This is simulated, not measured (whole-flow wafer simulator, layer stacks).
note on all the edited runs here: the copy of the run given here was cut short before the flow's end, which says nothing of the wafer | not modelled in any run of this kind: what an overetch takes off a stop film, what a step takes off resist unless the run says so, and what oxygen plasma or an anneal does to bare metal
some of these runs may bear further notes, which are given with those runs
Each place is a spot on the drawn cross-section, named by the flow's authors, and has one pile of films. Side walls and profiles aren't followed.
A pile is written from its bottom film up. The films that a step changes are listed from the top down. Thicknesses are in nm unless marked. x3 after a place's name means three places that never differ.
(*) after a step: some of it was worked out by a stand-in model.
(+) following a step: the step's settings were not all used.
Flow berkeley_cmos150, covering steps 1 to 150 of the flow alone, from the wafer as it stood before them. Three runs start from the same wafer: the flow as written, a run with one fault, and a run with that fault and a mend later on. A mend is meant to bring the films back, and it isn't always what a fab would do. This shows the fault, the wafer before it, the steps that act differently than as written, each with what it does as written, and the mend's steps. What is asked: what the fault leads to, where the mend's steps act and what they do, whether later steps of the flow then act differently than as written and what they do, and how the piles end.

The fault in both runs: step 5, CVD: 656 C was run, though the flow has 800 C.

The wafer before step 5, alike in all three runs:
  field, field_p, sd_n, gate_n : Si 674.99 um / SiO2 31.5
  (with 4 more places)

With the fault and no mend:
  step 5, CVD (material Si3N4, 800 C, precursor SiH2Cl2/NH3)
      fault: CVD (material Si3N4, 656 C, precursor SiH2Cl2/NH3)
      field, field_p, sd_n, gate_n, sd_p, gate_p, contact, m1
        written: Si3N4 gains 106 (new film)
        fault: Si3N4 gains 7.84 (new film)
  Later steps of the flow acting differently than as written (34 other steps are not shown; they differ only slightly, by no more than 2% or 0.5 nm, whichever is larger):
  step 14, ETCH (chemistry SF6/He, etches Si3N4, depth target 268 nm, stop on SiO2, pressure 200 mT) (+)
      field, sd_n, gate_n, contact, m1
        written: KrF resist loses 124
        fault: KrF resist loses 17.2
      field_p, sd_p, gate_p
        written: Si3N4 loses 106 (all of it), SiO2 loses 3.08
        fault: Si3N4 loses 7.84 (all of it), SiO2 loses 3.08
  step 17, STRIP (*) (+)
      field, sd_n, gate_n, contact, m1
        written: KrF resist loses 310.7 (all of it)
        fault: KrF resist loses 417.5 (all of it)
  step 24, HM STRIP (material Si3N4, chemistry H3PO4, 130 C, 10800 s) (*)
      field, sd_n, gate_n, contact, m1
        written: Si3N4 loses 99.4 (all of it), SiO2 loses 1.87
        fault: Si3N4 loses 1.18 (all of it), SiO2 loses 2.71
  The piles end only slightly different from the flow's at the places that both follow, by no more than 2% or 0.5 nm, whichever is larger.

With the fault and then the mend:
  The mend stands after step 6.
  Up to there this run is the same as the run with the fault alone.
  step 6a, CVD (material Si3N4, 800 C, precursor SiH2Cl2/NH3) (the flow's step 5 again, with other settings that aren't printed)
      field, field_p, sd_n, gate_n, sd_p, gate_p, contact, m1
        Si3N4 gains 98.2
  Later steps of the flow that are run all act as written at every place that is followed, up to a difference of at most 2% or 0.5 nm, whichever is larger.
  At every place that both follow, the piles at the end match the flow's.
